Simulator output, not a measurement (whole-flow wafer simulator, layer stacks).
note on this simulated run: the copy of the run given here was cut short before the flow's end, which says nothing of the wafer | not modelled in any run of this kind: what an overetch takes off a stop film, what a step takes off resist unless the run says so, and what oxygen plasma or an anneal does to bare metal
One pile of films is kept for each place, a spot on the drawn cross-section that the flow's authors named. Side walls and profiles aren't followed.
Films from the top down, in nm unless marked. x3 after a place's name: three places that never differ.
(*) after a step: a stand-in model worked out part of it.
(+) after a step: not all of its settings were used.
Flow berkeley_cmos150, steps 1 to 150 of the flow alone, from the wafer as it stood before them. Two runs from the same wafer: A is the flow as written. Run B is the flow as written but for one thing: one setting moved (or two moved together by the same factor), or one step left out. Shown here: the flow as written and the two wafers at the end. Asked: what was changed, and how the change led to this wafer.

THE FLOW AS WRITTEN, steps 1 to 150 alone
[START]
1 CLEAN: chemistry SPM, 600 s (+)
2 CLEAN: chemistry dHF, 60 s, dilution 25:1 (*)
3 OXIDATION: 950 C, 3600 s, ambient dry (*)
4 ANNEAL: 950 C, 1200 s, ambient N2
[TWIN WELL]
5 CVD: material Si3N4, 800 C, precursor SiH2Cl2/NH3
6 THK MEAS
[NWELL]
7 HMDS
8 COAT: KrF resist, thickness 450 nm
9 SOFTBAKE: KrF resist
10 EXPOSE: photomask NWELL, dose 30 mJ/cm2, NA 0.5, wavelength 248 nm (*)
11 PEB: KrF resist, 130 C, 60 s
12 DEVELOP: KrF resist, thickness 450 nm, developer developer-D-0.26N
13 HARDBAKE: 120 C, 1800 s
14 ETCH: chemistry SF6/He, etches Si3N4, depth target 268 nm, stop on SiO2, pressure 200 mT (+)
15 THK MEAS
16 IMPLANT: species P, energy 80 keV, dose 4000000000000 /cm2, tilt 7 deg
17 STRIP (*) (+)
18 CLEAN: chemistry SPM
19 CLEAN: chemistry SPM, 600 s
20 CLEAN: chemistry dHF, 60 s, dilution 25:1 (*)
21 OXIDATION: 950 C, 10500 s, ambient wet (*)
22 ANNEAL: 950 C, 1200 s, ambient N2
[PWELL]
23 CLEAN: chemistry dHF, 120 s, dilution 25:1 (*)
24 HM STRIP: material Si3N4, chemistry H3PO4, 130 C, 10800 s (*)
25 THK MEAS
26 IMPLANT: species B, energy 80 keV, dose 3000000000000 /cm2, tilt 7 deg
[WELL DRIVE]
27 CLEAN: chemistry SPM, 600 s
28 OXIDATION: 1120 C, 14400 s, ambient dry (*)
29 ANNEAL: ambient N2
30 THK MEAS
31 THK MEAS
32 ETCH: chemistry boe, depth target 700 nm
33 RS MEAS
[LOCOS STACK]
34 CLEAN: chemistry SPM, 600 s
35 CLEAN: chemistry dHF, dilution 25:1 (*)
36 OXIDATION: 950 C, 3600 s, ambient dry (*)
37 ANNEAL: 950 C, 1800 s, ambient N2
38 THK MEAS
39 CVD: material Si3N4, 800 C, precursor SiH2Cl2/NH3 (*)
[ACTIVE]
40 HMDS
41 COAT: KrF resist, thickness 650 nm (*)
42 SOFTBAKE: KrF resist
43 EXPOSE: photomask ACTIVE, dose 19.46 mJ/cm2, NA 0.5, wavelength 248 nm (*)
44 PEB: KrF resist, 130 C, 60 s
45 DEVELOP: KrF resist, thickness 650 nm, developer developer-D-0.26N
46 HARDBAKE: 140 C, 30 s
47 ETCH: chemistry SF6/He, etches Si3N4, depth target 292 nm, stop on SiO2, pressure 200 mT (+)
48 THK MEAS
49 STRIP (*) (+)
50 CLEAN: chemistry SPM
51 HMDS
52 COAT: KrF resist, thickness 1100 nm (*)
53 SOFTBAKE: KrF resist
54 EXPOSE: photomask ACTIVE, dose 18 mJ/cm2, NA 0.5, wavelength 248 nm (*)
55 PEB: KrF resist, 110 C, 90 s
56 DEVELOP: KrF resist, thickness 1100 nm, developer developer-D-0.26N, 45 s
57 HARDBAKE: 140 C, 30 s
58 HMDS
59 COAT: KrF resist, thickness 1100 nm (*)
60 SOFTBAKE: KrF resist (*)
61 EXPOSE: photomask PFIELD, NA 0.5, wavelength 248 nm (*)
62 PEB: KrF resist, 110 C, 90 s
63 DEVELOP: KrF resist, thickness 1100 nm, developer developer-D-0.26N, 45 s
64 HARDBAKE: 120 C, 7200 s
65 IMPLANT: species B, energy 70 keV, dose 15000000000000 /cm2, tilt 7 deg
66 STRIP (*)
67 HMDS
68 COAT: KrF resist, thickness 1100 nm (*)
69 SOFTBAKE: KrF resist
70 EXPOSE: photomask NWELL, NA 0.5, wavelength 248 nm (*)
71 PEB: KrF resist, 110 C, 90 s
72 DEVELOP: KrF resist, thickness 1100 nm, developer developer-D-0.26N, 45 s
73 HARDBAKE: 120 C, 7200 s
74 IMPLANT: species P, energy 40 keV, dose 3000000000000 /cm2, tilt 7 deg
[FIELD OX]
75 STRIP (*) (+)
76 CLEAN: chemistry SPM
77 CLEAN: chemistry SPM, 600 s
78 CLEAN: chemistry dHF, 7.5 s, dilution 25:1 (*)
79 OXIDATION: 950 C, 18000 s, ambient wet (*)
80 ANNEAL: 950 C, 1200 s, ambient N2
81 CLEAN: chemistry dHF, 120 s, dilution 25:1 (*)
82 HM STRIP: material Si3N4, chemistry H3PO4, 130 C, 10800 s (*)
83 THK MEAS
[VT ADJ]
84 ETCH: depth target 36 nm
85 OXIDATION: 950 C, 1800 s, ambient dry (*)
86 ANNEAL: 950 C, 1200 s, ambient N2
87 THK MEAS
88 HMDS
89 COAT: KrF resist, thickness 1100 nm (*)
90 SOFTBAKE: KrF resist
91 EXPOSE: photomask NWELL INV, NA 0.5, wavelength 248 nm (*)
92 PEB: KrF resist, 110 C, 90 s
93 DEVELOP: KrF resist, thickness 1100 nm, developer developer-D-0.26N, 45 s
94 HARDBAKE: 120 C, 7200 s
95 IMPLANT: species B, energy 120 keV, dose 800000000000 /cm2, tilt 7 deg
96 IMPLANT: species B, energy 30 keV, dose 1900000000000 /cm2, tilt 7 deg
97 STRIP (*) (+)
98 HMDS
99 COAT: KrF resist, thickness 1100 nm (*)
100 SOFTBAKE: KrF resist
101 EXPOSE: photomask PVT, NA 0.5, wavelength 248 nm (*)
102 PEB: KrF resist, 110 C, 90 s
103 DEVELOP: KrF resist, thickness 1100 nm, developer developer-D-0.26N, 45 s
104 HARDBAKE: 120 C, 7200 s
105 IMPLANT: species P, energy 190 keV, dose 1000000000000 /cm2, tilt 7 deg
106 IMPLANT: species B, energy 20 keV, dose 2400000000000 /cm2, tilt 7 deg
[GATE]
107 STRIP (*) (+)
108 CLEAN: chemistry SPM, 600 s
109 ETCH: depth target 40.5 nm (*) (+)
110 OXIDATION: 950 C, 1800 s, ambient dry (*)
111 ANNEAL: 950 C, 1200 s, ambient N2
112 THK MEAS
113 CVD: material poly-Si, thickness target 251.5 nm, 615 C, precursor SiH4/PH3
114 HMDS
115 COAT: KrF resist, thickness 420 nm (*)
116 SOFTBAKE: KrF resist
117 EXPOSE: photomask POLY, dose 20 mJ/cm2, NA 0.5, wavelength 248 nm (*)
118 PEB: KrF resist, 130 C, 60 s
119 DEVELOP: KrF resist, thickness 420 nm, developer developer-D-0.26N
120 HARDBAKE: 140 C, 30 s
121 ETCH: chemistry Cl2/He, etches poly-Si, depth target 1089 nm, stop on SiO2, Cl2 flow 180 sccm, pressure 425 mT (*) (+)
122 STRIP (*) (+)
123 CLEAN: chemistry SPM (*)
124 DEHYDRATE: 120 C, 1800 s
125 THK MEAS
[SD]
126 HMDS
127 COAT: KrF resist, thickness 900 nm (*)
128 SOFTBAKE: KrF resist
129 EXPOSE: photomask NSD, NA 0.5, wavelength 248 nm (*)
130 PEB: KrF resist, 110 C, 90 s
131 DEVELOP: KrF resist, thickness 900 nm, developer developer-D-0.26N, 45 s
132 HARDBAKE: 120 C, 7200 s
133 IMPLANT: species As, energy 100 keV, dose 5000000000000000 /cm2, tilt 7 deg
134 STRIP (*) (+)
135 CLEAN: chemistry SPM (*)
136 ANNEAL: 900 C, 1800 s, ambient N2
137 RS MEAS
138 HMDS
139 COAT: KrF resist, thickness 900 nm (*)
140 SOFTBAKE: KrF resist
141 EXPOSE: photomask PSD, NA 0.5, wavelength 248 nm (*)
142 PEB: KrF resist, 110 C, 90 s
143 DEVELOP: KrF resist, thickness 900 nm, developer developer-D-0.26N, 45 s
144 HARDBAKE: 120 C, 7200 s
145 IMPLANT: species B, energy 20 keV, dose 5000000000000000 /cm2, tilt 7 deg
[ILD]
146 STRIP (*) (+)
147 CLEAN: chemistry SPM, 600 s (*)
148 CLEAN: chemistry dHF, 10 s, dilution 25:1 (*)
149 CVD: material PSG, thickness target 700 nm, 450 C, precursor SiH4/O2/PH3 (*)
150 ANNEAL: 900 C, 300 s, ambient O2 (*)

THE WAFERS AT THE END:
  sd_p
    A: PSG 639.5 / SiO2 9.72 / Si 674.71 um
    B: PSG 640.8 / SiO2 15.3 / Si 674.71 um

The cause: step 145, IMPLANT: species B, energy 20 keV, dose 5000000000000000 /cm2, tilt 7 deg, was left out.

How the change led to this, step by step:
  148 CLEAN: chemistry dHF, 10 s, dilution 25:1 (*)
      sd_p: A SiO2 -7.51 | B SiO2 -1.91
